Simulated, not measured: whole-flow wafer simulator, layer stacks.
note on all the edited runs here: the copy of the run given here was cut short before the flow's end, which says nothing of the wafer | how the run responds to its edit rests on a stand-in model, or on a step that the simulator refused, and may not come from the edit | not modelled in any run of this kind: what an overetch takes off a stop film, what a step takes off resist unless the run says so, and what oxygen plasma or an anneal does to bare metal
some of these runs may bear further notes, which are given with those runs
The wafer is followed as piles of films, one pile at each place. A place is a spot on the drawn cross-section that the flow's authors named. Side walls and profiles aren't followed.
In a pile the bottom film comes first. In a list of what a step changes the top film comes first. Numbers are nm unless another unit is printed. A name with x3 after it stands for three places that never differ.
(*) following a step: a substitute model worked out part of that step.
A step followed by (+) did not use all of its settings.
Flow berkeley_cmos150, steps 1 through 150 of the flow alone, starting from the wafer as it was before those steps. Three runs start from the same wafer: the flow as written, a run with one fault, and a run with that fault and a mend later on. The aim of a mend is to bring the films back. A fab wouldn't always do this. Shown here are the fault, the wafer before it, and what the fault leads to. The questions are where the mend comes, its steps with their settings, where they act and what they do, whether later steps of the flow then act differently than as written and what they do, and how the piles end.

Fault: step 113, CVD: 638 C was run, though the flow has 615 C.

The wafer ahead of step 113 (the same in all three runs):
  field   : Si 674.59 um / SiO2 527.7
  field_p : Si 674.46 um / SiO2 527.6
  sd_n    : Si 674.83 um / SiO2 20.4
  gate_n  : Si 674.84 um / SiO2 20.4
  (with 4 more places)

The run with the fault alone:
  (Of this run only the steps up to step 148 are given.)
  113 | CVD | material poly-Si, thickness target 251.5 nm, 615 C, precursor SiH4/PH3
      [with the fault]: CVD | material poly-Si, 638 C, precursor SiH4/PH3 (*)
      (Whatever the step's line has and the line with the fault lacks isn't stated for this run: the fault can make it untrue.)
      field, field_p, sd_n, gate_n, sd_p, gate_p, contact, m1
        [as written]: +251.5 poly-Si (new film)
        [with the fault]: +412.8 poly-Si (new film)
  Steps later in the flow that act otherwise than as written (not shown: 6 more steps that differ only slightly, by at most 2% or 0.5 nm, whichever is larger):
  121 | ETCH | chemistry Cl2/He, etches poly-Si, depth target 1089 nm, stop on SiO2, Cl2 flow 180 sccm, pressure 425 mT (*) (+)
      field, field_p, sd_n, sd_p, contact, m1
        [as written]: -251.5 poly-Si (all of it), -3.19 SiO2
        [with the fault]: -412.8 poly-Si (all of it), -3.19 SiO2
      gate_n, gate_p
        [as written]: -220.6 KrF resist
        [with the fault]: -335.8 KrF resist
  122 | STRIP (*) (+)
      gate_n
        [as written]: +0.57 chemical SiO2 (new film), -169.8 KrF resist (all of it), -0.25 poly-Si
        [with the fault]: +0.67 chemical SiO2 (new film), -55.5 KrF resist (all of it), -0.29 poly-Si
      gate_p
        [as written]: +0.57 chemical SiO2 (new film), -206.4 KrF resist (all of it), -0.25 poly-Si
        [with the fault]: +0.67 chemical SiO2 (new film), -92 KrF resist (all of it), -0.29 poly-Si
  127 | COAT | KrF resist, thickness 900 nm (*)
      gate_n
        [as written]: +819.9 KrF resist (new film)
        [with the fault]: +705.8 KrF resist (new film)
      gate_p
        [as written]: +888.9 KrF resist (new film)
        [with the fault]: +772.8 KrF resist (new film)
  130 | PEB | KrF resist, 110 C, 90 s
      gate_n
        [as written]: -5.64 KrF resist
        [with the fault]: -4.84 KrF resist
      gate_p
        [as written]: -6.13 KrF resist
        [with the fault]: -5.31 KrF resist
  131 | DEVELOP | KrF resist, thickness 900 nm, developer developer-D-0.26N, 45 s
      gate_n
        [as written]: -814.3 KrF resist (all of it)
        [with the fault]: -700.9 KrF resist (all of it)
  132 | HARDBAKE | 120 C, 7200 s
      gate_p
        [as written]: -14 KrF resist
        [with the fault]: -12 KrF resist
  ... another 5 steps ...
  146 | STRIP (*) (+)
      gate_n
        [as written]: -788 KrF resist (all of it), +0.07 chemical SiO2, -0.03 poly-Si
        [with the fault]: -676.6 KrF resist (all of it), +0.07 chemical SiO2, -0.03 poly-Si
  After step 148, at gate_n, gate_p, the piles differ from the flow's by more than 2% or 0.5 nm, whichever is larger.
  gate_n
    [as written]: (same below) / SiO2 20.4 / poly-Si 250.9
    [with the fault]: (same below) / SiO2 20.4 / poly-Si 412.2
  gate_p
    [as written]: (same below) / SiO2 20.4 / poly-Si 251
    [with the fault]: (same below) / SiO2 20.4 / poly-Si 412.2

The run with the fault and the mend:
  The mend follows step 113.
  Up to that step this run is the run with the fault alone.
  113a | ETCH | chemistry tmah, depth target 161.3 nm
      field, field_p, sd_n, gate_n, sd_p, gate_p, contact, m1
        -161.3 poly-Si
  Every later step of the flow that is run acts as written, at every place that is followed, to within 2% or 0.5 nm, whichever is larger.
  The piles end only slightly different from the flow's at the places that both follow, by no more than 2% or 0.5 nm, whichever is larger.
